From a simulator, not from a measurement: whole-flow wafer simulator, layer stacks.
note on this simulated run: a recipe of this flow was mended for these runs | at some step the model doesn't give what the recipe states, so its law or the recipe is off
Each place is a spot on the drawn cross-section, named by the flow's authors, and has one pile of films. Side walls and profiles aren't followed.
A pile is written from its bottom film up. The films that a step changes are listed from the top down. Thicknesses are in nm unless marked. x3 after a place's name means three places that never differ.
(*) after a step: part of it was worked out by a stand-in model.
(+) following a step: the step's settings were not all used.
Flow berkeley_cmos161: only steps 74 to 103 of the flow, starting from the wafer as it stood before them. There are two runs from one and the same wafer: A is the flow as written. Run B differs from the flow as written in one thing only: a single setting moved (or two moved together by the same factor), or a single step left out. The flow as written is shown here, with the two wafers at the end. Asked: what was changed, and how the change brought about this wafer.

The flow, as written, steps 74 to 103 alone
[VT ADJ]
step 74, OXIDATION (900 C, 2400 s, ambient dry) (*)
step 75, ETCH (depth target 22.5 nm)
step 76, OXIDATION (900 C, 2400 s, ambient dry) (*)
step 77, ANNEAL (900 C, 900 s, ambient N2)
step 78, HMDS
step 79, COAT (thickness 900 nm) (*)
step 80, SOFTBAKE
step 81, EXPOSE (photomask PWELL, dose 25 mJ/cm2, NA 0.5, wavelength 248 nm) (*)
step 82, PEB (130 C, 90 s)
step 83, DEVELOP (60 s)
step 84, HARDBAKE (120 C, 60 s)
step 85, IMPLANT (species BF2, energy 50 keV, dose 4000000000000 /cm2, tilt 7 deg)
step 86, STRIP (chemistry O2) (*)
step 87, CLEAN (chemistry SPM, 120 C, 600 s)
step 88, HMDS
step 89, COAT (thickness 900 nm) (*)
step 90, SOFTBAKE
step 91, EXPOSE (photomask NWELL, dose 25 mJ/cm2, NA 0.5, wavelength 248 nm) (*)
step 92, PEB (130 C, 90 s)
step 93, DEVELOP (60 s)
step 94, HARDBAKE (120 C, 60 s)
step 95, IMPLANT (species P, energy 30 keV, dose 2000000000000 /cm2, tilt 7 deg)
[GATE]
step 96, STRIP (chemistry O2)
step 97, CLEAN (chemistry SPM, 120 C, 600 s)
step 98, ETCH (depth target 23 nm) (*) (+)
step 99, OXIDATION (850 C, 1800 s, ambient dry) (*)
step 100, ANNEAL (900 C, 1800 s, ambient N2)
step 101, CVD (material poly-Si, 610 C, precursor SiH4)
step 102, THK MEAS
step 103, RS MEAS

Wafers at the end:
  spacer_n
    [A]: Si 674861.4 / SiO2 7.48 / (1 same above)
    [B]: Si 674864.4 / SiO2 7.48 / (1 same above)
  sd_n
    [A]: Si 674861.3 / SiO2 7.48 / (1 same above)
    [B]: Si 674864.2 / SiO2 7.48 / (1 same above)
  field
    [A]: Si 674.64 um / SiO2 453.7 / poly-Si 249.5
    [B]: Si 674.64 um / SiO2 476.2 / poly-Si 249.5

Cause: step 75, ETCH: depth target 22.5 nm, was skipped.

Step by step, how the change led to this:
  step 76, OXIDATION (900 C, 2400 s, ambient dry) (*)
      sd_n, spacer_n, gate_n, sd_p, spacer_p, gate_p, contact, m1: A +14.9 SiO2 (new film), -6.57 Si | B +8.22 SiO2, -3.62 Si
  step 98, ETCH (depth target 23 nm) (*) (+)
      sd_n, spacer_n, gate_n, sd_p, spacer_p, gate_p, contact, m1: A -14.9 SiO2 (all of it) | B -23.2 SiO2 (all of it)
